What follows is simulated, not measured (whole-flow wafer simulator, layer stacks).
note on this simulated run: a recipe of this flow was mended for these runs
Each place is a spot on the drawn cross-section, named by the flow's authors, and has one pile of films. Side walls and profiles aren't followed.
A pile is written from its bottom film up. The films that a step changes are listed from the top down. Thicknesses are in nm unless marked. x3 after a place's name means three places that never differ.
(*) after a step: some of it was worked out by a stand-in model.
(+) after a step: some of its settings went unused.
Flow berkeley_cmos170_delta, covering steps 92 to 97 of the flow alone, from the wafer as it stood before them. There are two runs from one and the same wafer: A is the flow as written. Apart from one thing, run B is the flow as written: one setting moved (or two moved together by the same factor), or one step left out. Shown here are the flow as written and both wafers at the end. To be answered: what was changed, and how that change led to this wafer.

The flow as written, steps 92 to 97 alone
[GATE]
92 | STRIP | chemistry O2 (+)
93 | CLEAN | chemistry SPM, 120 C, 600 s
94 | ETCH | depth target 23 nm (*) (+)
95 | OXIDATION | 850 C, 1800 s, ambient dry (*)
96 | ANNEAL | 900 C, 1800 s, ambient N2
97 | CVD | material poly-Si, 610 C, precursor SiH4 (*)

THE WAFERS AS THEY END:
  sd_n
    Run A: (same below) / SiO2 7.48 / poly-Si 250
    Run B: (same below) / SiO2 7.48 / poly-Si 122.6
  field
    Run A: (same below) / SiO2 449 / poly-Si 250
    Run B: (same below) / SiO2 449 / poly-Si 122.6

The reason: step 97, CVD: 578 C was run, while the flow as written has 610 C.

How this came from the change, step by step:
  97 | CVD | material poly-Si, 610 C, precursor SiH4 (*)
      field, sd_n, spacer_n, gate, sd_p, spacer_p x2, contact, m1: A poly-Si gains 250 (new film) | B poly-Si gains 122.6 (new film)
